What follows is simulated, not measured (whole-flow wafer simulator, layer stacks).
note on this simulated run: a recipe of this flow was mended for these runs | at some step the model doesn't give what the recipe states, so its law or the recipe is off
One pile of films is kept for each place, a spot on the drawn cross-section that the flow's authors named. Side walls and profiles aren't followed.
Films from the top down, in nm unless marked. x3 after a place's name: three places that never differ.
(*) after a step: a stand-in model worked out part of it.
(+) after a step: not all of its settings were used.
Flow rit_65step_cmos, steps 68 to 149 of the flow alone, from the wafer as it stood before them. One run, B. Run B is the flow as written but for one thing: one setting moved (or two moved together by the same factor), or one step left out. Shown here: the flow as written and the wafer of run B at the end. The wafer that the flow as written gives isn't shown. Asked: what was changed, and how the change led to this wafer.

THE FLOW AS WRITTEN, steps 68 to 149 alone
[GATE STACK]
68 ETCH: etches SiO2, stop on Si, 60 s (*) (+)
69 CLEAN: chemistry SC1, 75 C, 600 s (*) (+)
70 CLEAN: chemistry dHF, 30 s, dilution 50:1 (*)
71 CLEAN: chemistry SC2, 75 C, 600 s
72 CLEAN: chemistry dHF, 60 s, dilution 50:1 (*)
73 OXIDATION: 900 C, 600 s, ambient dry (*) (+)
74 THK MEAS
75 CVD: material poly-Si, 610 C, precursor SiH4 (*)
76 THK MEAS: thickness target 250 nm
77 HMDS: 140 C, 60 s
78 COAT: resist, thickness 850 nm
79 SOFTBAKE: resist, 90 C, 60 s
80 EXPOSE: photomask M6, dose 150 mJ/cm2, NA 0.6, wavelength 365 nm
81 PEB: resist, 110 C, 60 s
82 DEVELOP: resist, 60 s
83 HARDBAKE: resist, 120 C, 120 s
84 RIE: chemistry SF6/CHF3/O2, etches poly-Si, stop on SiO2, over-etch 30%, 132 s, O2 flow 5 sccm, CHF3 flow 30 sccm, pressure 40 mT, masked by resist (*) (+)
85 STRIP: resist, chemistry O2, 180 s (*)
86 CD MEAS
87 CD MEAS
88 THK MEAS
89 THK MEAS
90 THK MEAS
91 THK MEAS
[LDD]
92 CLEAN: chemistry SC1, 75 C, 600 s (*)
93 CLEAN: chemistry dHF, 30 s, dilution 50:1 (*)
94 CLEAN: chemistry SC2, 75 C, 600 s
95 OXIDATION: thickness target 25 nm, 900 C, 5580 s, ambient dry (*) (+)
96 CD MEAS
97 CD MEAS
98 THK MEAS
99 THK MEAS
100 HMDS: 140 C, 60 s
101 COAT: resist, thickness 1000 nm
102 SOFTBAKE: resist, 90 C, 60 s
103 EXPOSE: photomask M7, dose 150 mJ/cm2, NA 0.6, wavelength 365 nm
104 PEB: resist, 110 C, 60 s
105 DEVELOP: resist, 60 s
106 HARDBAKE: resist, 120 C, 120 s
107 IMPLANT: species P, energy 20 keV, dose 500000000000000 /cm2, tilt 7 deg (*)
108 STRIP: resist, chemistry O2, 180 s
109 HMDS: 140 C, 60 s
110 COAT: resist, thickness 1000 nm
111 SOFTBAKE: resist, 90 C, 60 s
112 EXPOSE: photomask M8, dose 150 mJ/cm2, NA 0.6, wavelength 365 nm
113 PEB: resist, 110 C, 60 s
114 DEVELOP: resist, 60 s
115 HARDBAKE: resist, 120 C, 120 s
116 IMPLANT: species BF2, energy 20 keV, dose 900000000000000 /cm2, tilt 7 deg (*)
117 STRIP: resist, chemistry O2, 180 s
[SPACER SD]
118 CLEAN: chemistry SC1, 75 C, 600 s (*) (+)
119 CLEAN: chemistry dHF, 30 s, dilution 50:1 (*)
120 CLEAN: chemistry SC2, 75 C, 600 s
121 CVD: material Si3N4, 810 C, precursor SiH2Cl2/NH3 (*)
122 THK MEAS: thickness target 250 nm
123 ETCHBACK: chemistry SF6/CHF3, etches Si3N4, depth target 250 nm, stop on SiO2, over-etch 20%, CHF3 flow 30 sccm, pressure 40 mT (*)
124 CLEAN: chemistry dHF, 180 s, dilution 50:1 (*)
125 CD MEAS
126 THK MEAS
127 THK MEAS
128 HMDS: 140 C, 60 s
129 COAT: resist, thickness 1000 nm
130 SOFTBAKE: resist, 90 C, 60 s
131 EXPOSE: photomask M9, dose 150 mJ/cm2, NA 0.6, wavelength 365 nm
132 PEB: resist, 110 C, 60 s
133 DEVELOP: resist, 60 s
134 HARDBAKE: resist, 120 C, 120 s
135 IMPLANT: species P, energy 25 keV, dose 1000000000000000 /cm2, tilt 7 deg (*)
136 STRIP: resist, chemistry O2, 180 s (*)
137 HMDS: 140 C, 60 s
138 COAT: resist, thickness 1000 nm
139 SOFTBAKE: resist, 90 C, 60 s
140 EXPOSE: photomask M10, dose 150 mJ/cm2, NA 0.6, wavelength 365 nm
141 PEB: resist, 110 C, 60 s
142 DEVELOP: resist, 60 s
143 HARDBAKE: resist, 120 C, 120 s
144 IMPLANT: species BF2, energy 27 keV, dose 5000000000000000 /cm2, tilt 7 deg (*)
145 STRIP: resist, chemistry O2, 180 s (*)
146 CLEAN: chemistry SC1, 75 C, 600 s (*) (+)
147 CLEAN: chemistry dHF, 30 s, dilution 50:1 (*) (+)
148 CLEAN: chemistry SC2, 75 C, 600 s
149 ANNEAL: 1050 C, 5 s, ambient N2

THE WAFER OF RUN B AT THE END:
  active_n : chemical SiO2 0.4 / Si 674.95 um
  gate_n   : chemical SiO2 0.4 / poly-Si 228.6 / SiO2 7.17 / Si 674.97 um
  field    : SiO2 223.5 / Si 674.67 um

The cause: step 68, ETCH: 45 s was run, where the flow has 60 s.

How the change led to this, step by step:
  68 ETCH: etches SiO2, stop on Si, 60 s (*) (+)
      active_n, active_p, gate_n and 7 more: SiO2 -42 (as written it would be: SiO2 -45.4 (all of it), Si -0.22)
      field, field_pw, field_nw, field_p: SiO2 -42 (as written it would be: SiO2 -56)
  69 CLEAN: chemistry SC1, 75 C, 600 s (*) (+)
      gate_n, gate_p, spacer, spacer_p, sd_n, sd_p, contact, m1: SiO2 -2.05 (as written it would be: chemical SiO2 +0.6 (new film), Si -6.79)
      active_n, active_p: SiO2 -2.05 (as written it would be: chemical SiO2 +0.6 (new film), Si -6.8)
  70 CLEAN: chemistry dHF, 30 s, dilution 50:1 (*)
      gate_n, gate_p, spacer, spacer_p, sd_n, sd_p, contact, m1: SiO2 -1.38 (all of it) (as written it would be: chemical SiO2 -0.6 (all of it))
      active_n, active_p: SiO2 -1.35 (all of it) (as written it would be: chemical SiO2 -0.6 (all of it))
